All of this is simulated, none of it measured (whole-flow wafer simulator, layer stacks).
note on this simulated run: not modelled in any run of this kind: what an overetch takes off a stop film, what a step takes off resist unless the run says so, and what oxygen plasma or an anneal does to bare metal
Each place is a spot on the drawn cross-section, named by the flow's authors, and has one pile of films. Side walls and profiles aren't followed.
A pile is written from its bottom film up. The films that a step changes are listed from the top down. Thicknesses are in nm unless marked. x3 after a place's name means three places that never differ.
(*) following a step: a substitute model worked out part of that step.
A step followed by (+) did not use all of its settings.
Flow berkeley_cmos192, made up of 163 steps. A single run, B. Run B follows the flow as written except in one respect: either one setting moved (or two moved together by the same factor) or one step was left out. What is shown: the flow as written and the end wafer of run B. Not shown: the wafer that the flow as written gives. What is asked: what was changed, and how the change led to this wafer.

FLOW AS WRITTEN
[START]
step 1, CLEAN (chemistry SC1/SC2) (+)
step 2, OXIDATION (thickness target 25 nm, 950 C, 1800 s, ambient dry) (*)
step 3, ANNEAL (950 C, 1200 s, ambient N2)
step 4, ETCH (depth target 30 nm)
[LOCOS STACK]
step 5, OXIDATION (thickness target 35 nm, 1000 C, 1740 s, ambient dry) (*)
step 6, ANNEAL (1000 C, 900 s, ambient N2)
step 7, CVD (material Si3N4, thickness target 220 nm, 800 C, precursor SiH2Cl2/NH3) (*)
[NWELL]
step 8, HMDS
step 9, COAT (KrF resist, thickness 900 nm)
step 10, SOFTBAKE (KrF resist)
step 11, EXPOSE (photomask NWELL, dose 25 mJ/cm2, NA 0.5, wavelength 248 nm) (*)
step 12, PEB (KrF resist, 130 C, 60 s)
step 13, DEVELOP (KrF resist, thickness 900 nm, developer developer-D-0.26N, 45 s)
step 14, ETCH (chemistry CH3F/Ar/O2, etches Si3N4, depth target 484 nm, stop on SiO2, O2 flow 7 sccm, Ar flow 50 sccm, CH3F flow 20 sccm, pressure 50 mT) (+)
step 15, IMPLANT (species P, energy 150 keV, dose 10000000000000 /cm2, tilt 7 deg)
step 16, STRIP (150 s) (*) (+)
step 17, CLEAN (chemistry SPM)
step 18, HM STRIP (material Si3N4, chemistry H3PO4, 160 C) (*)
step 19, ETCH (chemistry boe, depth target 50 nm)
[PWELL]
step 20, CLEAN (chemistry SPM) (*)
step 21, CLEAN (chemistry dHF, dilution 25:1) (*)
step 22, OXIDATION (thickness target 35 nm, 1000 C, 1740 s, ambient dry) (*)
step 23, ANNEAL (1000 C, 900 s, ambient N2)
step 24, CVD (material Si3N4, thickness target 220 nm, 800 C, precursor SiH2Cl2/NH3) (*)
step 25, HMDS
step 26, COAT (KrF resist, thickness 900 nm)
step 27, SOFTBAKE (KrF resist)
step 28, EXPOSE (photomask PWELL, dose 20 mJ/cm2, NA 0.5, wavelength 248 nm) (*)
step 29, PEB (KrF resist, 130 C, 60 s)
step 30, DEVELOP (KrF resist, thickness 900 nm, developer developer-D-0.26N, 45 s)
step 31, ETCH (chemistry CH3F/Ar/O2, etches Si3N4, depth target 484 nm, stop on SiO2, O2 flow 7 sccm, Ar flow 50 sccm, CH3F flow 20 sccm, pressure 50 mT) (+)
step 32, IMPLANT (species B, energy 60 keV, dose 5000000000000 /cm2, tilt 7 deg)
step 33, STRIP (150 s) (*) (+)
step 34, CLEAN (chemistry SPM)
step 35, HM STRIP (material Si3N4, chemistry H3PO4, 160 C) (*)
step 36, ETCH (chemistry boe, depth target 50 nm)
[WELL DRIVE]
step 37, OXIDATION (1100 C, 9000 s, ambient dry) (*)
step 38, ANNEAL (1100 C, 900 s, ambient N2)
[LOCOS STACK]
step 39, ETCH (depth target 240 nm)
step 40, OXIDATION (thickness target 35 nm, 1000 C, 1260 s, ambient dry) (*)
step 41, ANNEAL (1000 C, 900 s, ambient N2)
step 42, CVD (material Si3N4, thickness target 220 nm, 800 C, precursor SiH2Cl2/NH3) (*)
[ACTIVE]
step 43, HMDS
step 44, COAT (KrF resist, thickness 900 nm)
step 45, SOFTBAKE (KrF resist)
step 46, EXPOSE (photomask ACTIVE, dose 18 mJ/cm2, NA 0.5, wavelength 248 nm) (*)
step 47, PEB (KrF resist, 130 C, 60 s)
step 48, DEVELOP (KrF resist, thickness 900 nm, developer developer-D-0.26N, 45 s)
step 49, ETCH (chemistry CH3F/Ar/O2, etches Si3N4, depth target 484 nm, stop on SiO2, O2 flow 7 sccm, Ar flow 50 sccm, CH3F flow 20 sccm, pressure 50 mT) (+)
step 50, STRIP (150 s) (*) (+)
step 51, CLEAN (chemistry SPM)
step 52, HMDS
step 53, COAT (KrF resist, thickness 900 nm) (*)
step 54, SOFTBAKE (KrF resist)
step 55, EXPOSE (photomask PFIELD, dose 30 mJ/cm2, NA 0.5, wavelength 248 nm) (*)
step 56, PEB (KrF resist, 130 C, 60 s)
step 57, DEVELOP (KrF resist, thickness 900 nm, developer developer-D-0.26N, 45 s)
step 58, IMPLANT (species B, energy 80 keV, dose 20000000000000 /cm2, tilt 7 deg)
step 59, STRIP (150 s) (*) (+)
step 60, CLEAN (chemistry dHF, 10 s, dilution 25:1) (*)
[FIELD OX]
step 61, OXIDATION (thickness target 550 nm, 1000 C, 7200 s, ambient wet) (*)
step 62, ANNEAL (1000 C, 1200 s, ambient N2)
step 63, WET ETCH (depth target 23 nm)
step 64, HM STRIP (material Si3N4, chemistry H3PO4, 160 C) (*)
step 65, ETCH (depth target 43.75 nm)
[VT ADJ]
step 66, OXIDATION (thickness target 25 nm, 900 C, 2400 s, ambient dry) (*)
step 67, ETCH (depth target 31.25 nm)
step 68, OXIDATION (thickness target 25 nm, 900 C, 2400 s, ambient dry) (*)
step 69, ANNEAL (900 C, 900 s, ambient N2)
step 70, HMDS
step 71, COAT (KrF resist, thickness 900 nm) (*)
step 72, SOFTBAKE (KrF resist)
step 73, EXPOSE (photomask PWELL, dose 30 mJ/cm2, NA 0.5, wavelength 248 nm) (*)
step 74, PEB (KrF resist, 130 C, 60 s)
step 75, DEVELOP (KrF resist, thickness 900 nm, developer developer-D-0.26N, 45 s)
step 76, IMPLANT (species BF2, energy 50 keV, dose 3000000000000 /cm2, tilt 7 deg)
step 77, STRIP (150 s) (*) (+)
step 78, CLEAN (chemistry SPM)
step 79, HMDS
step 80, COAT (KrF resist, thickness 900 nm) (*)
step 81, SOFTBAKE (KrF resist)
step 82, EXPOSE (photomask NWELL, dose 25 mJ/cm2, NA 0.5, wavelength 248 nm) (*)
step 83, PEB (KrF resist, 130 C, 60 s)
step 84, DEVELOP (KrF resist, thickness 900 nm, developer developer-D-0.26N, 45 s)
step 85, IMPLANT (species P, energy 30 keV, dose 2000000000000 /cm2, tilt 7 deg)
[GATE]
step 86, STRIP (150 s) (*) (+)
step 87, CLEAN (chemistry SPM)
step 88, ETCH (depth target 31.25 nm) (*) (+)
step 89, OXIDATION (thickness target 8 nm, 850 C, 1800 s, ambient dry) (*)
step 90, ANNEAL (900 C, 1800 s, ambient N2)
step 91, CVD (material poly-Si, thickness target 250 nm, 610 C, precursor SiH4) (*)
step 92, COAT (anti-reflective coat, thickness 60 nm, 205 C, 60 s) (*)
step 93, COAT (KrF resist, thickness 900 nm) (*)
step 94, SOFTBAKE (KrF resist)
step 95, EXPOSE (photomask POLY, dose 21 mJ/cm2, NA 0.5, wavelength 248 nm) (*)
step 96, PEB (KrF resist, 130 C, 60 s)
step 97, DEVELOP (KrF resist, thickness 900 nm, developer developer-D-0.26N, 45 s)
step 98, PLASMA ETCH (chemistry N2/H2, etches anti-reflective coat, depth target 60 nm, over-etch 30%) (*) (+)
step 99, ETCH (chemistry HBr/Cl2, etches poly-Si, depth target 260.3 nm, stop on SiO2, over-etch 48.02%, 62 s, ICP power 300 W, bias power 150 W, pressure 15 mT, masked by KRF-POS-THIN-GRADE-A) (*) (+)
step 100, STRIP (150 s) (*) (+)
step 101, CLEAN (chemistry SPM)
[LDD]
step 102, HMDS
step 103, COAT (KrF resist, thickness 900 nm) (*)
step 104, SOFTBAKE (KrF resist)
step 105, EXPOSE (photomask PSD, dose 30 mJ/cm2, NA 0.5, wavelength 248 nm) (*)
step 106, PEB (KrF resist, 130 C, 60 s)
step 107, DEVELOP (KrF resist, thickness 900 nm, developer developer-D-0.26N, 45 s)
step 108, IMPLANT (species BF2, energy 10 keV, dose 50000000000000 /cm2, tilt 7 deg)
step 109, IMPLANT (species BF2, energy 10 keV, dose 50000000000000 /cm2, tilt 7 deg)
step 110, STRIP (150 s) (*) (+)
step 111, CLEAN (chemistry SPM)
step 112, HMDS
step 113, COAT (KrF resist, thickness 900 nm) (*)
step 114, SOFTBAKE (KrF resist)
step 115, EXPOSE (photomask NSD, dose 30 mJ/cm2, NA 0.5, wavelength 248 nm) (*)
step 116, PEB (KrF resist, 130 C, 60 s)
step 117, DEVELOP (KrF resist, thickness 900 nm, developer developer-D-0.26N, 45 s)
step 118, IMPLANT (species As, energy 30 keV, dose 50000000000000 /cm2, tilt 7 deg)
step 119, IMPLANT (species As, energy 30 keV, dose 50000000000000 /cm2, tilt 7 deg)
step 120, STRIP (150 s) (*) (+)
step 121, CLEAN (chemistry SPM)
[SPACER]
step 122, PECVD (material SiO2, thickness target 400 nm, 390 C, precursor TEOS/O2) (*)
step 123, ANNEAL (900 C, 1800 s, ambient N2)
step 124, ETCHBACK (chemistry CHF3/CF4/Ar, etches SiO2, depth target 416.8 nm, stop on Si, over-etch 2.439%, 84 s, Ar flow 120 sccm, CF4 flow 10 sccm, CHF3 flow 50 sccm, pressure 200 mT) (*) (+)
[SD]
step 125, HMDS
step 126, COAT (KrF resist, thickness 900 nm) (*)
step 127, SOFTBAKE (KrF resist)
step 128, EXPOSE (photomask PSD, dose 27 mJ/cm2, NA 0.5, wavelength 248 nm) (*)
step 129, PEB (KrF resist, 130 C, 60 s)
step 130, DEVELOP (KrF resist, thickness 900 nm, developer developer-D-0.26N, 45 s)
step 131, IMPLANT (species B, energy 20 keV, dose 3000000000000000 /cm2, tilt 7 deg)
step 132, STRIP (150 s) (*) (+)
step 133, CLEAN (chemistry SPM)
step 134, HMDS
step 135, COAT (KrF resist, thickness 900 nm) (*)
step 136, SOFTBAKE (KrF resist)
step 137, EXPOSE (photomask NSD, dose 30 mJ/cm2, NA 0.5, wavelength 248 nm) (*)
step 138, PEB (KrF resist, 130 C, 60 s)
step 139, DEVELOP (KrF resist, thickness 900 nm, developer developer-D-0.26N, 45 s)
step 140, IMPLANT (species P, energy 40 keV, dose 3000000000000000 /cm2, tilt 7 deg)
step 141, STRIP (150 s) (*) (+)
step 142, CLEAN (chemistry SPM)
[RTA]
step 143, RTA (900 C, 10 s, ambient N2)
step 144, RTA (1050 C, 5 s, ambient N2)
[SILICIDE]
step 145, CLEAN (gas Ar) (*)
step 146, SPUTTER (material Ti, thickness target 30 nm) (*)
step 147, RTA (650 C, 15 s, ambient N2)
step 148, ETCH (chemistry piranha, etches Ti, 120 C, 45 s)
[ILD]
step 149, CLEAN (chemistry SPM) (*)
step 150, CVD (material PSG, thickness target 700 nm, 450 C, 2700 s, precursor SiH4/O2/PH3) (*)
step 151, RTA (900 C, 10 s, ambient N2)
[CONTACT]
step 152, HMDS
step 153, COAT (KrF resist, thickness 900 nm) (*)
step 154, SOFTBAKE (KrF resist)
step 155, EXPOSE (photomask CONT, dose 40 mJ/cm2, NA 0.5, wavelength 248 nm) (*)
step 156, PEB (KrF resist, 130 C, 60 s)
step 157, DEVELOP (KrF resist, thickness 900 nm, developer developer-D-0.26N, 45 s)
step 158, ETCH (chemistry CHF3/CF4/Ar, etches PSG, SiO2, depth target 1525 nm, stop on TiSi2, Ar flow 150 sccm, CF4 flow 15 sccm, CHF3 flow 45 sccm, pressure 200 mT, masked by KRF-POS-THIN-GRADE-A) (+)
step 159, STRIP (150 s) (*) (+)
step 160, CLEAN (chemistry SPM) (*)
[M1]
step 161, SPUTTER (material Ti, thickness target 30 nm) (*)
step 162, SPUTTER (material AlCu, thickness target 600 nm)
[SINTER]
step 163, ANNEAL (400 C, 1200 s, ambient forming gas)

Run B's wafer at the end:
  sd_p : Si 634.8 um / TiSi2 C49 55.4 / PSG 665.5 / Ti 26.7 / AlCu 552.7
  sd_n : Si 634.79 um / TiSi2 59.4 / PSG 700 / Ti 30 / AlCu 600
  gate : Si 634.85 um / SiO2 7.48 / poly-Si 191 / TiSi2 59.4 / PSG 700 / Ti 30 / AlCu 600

The reason: step 151, RTA: 720 C was run, while the flow as written has 900 C.

The path from the change to this, step by step:
  step 151, RTA (900 C, 10 s, ambient N2)
      sd_p: under 1 film: -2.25 TiSi first (all of it), +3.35 TiSi2 C49, -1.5 Si (it would be, as written: under 1 film: +52.2 TiSi2 (new film), -2.25 TiSi first (all of it), -52.1 TiSi2 C49 (all of it), -1.5 Si)
      sd_n, contact, m1: under 1 film: +59.4 TiSi2 (new film), -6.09 TiSi first (all of it), -50.3 TiSi2 C49 (all of it), -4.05 Si (it would be, as written: under 1 film: +55.9 TiSi2 (new film), -6.09 TiSi first (all of it), -50.3 TiSi2 C49 (all of it), -4.05 Si)
      (also at 2 further places)
